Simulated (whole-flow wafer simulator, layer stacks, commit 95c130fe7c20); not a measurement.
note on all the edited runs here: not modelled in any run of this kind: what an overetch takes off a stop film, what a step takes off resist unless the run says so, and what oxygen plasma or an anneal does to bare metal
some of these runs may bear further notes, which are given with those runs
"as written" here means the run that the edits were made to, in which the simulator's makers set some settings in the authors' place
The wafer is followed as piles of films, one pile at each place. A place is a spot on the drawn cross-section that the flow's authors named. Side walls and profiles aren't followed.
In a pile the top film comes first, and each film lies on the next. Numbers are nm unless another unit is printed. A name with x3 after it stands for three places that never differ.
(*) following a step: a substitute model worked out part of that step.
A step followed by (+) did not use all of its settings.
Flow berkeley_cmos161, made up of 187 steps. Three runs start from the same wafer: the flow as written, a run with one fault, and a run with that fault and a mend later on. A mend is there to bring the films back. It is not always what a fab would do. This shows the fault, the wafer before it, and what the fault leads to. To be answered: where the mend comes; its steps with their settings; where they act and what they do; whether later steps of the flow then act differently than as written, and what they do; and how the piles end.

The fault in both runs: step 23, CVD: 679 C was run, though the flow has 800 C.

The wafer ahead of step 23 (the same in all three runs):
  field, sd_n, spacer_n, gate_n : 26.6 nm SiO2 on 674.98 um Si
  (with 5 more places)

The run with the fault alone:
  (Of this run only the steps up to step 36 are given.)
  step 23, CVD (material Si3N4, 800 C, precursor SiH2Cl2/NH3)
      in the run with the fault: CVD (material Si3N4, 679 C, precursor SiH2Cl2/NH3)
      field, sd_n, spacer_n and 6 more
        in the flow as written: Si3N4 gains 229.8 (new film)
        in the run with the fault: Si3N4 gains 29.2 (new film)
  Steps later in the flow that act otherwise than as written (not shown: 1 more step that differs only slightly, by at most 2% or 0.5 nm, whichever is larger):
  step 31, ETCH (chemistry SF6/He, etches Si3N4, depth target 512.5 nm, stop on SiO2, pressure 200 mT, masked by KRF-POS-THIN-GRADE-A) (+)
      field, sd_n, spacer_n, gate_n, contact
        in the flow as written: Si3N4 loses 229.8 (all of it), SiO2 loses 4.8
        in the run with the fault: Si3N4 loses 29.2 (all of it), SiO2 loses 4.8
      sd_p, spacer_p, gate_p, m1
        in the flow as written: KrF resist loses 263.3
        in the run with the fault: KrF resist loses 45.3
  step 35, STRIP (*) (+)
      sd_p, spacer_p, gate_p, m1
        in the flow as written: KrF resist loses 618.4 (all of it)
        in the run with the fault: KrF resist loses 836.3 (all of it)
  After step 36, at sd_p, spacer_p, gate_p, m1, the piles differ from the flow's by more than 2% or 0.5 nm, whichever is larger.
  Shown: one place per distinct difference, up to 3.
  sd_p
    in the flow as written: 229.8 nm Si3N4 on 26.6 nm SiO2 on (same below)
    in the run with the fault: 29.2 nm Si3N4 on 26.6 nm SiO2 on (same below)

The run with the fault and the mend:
  After step 23 comes the mend.
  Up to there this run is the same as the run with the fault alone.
  step 23a, CVD (material Si3N4, 800 C, precursor SiH2Cl2/NH3) (the flow's step 23, run once more with other settings, which are not printed)
      field, sd_n, spacer_n and 6 more
        Si3N4 gains 200.5
  Later steps of the flow that are run all act as written at every place that is followed.
  At every place that both follow, the piles at the end match the flow's.
